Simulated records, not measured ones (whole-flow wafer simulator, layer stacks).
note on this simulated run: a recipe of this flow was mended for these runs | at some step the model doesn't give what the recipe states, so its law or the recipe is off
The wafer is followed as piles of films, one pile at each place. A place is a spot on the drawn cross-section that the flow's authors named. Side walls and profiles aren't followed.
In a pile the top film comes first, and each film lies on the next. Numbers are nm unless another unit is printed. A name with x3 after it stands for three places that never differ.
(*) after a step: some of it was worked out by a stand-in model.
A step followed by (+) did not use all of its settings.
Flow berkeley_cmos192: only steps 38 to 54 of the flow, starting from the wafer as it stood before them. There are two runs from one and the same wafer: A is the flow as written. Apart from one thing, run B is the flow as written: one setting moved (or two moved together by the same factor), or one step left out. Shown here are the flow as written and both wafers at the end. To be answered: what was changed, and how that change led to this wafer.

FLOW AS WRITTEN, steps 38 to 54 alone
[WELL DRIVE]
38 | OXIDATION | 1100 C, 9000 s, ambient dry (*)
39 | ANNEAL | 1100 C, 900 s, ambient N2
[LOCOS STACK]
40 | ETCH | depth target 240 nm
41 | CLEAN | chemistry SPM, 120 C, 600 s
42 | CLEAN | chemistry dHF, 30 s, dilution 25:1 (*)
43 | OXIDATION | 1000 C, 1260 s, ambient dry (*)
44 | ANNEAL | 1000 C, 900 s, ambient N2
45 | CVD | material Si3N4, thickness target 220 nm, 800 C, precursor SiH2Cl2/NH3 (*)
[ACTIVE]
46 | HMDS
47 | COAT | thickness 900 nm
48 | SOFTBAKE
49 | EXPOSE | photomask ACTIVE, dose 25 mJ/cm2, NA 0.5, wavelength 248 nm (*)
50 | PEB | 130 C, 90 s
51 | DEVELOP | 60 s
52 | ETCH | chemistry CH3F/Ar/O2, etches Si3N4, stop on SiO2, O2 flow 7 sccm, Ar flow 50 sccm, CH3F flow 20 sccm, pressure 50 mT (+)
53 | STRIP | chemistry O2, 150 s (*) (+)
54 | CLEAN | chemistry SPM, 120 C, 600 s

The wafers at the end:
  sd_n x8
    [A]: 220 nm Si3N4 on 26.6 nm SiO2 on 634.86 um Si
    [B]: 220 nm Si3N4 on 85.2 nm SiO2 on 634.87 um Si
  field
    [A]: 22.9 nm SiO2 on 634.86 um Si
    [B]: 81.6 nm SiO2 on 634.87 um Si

The reason: step 40, ETCH: depth target 120 nm was run, while the flow as written has depth target 240 nm.

Step by step, how the change led to this:
  40 | ETCH | depth target 240 nm
      field, sd_n x8: A -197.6 SiO2 (all of it) | B -120 SiO2
  41 | CLEAN | chemistry SPM, 120 C, 600 s
      field, sd_n x8: A +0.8 chemical SiO2 (new film), -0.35 Si | B nothing
  42 | CLEAN | chemistry dHF, 30 s, dilution 25:1 (*)
      field, sd_n x8: A -0.8 chemical SiO2 (all of it) | B -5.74 SiO2
  43 | OXIDATION | 1000 C, 1260 s, ambient dry (*)
      field, sd_n x8: A +26.6 SiO2 (new film), -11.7 Si | B +13.3 SiO2, -5.87 Si
